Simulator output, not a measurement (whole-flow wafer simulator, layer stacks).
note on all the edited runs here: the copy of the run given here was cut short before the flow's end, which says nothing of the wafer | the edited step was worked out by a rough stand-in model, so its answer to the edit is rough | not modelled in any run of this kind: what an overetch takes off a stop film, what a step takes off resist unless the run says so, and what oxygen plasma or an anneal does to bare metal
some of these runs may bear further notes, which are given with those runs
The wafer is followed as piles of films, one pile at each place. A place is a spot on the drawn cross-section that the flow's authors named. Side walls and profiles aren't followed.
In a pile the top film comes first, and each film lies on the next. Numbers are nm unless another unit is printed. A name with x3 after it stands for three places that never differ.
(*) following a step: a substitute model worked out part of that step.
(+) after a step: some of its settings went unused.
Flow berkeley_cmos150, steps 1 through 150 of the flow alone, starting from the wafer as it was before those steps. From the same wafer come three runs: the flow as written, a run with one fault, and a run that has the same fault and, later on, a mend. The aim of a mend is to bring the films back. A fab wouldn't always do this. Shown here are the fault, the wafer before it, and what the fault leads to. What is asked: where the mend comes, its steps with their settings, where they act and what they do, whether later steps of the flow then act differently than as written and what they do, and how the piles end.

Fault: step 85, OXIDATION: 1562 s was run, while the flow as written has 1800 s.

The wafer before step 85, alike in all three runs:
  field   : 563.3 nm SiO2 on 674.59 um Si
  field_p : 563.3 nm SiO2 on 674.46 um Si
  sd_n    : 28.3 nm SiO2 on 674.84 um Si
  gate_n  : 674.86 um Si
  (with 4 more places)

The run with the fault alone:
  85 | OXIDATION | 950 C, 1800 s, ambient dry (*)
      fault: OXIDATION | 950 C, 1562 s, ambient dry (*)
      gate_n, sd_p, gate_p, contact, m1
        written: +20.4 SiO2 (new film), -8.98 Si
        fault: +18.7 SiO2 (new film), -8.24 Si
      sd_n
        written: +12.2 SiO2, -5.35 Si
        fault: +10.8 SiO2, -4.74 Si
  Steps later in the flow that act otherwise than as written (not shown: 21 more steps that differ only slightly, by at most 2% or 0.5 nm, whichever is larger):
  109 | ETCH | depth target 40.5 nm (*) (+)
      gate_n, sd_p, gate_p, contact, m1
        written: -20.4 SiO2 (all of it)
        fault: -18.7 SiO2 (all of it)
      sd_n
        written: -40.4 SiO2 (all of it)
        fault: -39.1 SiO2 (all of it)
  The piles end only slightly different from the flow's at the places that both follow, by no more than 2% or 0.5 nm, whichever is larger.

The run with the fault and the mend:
  After step 87 comes the mend.
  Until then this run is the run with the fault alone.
  87a | OXIDATION | 950 C, 195 s, ambient dry (*) (a further turn of the flow's step 85, with different settings)
      gate_n, sd_p, gate_p, contact, m1
        +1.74 SiO2, -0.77 Si
      field, field_p
        +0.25 SiO2, -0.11 Si
      sd_n
        +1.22 SiO2, -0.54 Si
  Every later step of the flow that is run acts as written, at every place that is followed, to within 2% or 0.5 nm, whichever is larger.
  The piles end only slightly different from the flow's at the places that both follow, by no more than 2% or 0.5 nm, whichever is larger.
